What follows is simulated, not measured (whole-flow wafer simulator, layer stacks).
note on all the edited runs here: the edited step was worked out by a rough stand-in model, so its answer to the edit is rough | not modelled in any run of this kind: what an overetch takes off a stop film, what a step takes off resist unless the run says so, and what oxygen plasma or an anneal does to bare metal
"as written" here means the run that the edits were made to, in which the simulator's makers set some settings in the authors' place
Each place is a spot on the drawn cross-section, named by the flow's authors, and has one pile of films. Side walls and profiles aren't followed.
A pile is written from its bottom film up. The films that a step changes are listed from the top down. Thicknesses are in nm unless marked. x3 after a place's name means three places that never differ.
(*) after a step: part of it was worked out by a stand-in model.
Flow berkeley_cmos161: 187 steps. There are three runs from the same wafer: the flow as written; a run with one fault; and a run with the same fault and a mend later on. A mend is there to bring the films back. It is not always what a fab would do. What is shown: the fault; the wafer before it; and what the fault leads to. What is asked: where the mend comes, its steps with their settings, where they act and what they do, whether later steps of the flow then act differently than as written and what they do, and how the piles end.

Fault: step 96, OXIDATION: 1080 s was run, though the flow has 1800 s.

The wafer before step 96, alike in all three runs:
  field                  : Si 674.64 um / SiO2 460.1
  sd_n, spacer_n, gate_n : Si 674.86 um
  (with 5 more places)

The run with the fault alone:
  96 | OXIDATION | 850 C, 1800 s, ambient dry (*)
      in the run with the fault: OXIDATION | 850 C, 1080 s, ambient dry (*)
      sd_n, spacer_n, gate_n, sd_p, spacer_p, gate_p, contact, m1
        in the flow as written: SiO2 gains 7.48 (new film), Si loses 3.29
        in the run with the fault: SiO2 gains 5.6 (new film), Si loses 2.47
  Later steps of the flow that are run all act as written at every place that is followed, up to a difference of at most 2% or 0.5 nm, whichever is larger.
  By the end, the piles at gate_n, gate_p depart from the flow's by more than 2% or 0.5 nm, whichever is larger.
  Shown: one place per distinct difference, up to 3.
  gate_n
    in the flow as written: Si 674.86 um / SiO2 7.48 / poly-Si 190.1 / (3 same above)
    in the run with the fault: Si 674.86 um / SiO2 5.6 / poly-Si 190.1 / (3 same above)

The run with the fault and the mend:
  After step 96 comes the mend.
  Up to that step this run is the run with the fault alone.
  96a | OXIDATION | 850 C, 720 s, ambient dry (*) (the flow's step 96, run once more with other settings)
      sd_n, spacer_n, gate_n, sd_p, spacer_p, gate_p, contact, m1
        SiO2 gains 1.88, Si loses 0.83
      field
        SiO2 gains 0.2, Si loses 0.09
  Later steps of the flow that are run all act as written at every place that is followed.
  The piles end the same as the flow's at every place that both follow.
